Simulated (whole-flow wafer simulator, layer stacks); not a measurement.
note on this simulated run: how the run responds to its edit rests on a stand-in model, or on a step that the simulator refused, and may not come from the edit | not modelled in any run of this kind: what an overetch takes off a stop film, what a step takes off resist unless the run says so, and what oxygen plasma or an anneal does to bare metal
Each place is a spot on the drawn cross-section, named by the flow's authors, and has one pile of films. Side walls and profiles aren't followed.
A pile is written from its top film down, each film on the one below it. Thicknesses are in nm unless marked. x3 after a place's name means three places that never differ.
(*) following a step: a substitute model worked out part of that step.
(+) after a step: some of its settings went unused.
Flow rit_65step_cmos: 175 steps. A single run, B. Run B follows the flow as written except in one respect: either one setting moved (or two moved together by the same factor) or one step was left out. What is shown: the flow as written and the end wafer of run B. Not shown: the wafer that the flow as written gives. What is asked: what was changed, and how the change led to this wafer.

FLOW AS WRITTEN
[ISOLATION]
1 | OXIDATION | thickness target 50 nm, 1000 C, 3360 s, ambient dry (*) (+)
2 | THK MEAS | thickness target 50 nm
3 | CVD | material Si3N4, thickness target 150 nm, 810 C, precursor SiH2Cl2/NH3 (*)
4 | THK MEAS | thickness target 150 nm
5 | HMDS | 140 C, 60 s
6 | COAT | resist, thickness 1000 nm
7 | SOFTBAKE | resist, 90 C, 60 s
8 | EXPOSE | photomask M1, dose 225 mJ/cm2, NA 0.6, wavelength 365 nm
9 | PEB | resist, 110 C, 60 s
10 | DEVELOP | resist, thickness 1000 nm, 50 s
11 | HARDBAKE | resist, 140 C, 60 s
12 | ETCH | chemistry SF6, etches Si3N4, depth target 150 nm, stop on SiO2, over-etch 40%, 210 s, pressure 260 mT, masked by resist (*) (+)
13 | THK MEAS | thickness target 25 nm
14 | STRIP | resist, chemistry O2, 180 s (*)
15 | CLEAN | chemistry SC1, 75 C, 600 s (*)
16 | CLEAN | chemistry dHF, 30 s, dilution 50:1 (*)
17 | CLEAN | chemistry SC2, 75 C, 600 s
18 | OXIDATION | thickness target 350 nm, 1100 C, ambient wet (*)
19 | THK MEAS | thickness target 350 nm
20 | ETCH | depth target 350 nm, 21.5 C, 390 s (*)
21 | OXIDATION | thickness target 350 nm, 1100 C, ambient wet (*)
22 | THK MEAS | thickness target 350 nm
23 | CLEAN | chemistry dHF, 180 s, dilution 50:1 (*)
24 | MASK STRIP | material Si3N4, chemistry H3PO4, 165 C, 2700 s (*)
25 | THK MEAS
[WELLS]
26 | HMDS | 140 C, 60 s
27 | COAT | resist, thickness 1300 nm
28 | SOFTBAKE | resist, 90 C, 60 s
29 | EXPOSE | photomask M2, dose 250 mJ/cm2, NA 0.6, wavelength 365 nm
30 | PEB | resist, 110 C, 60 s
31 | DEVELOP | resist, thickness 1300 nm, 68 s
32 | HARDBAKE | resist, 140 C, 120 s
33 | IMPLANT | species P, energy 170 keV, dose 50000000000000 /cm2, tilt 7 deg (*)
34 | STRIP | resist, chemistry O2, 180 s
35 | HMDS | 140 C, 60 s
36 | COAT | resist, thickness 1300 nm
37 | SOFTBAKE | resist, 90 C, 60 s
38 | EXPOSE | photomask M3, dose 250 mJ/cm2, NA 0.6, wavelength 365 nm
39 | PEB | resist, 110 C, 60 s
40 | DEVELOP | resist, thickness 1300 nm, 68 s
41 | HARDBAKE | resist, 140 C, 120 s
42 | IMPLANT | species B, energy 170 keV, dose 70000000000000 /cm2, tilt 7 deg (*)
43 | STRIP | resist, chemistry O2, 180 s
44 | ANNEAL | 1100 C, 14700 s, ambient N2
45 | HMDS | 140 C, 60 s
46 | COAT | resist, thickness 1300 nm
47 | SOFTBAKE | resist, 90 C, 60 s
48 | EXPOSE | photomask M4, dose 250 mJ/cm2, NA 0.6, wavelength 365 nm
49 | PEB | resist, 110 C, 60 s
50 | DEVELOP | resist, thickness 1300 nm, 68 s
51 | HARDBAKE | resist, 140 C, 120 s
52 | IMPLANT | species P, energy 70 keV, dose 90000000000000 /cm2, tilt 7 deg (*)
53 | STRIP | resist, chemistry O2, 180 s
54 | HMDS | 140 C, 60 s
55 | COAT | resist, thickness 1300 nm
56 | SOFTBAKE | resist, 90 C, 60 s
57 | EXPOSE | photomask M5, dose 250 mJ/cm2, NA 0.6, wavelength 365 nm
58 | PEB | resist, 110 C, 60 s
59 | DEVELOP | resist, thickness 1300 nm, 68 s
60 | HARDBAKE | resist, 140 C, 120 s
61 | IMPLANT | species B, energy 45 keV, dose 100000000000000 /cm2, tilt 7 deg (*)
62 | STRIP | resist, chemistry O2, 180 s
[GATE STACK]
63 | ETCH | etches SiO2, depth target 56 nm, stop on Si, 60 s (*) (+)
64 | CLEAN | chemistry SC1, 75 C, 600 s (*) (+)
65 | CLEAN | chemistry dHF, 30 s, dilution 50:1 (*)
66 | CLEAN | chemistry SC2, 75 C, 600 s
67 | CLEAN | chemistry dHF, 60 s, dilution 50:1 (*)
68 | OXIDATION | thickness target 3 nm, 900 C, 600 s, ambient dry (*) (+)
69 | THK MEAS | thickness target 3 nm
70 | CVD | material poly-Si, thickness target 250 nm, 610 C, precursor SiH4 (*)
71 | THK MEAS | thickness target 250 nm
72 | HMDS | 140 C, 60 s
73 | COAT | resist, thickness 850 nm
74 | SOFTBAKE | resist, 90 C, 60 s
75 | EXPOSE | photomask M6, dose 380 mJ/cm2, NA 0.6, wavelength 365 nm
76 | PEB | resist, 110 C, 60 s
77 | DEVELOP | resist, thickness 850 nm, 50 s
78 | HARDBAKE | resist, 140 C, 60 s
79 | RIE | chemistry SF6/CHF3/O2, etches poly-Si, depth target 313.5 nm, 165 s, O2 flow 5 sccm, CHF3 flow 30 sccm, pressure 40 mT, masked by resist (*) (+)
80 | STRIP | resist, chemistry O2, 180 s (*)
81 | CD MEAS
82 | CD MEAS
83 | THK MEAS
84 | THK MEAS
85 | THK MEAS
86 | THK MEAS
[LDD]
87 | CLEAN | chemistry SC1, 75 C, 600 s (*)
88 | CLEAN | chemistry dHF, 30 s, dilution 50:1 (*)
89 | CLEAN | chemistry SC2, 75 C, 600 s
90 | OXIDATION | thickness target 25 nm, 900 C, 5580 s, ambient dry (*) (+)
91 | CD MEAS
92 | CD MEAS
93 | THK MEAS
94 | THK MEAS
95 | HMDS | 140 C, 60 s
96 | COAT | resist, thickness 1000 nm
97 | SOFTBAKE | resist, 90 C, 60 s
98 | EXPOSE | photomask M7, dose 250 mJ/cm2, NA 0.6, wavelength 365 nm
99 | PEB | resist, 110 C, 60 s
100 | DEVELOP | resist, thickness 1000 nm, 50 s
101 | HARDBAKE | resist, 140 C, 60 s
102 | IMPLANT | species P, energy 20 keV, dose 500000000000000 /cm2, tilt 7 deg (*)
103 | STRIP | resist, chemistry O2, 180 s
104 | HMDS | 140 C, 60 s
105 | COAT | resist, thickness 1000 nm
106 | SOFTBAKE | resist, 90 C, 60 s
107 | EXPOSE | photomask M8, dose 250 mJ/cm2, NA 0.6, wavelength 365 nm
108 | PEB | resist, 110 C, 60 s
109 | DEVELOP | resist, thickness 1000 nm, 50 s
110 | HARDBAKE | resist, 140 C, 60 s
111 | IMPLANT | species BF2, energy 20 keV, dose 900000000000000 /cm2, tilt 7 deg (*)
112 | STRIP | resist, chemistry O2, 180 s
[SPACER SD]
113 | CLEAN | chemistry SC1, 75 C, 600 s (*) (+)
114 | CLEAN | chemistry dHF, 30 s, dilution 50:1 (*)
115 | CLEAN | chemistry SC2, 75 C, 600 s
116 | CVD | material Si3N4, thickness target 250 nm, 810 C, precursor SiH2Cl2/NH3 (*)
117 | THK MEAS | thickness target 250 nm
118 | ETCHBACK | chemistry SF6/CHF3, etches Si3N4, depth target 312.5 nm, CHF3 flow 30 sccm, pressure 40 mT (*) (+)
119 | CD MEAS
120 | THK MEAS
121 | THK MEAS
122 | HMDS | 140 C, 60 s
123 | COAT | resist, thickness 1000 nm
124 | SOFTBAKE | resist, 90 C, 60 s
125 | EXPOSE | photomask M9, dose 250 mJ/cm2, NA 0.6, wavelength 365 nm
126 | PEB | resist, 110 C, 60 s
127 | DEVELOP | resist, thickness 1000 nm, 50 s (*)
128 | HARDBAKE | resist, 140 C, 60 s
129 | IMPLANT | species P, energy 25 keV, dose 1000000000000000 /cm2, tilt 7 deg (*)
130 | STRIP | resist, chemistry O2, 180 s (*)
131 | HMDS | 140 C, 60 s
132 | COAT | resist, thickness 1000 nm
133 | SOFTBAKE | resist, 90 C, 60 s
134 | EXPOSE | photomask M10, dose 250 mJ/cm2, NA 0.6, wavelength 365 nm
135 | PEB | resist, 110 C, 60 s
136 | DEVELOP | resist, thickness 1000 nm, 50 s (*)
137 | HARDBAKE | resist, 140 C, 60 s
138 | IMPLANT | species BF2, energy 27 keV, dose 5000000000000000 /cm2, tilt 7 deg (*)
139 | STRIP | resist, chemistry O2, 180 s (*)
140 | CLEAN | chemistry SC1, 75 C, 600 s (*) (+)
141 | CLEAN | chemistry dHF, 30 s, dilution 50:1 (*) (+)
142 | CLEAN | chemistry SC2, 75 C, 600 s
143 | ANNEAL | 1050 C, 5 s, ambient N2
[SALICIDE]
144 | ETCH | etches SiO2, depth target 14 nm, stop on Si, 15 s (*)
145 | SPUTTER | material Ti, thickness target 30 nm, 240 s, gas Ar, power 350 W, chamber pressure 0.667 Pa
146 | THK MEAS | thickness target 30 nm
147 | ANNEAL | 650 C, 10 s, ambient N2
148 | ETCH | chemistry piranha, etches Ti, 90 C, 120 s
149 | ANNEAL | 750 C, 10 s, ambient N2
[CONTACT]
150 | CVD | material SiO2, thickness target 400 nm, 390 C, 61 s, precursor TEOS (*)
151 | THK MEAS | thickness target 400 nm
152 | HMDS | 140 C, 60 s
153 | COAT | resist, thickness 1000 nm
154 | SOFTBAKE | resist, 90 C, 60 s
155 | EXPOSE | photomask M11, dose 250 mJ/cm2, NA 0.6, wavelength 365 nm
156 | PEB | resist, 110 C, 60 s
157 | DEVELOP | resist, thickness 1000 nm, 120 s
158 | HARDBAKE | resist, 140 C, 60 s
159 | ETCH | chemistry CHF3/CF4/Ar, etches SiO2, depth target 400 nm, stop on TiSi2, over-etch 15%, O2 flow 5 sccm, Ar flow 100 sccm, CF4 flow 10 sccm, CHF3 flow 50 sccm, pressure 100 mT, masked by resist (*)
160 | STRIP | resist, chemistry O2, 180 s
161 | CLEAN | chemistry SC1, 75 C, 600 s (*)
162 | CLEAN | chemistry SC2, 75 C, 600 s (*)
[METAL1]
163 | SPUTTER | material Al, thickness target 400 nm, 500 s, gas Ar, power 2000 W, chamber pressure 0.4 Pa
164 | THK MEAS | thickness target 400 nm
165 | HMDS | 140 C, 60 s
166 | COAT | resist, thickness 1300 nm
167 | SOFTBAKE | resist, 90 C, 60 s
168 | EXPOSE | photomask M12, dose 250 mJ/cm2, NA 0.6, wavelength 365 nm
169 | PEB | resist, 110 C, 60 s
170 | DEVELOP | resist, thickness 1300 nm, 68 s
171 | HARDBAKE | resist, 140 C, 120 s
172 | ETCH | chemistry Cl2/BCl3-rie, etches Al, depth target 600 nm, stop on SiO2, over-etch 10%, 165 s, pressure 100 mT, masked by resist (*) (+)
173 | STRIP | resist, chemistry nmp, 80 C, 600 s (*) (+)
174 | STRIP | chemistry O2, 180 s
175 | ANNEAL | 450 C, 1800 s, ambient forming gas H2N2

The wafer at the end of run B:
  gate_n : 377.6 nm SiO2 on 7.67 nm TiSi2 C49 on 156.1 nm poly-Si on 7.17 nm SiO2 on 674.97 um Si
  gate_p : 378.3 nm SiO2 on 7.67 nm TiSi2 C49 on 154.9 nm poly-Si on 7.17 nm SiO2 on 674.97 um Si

Cause: step 147, ANNEAL: 520 C was run, though the flow has 650 C.

How this came from the change, step by step:
  147 | ANNEAL | 650 C, 10 s, ambient N2
      gate_n: Ti loses 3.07, TiSi first gains 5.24 (new film), poly-Si loses 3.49 (it would be, as written: Ti loses 21.3, TiSi first gains 9.82 (new film), TiSi2 C49 gains 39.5 (new film), poly-Si loses 41.9)
      gate_p: Ti loses 3.07, TiSi first gains 5.24 (new film), poly-Si loses 3.49 (it would be, as written: Ti loses 21.2, TiSi first gains 9.56 (new film), TiSi2 C49 gains 39.6 (new film), poly-Si loses 41.9)
  148 | ETCH | chemistry piranha, etches Ti, 90 C, 120 s
      gate_n: Ti loses 24.2 (all of it), TiSi first loses 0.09 (it would be, as written: Ti loses 6 (all of it), TiSi first loses 0.1)
      gate_p: Ti loses 24.1 (all of it), TiSi first loses 0.09 (it would be, as written: Ti loses 5.97 (all of it), TiSi first loses 0.1)
  149 | ANNEAL | 750 C, 10 s, ambient N2
      gate_n: TiSi2 C49 gains 7.67 (new film), TiSi first loses 5.16 (all of it), poly-Si loses 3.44 (it would be, as written: TiSi2 gains 50.8 (new film), TiSi first loses 9.72 (all of it), TiSi2 C49 loses 39.5 (all of it), poly-Si loses 6.48)
      gate_p: TiSi2 C49 gains 7.67 (new film), TiSi first loses 5.16 (all of it), poly-Si loses 3.44 (it would be, as written: TiSi2 gains 50.6 (new film), TiSi first loses 9.46 (all of it), TiSi2 C49 loses 39.6 (all of it), poly-Si loses 6.31)
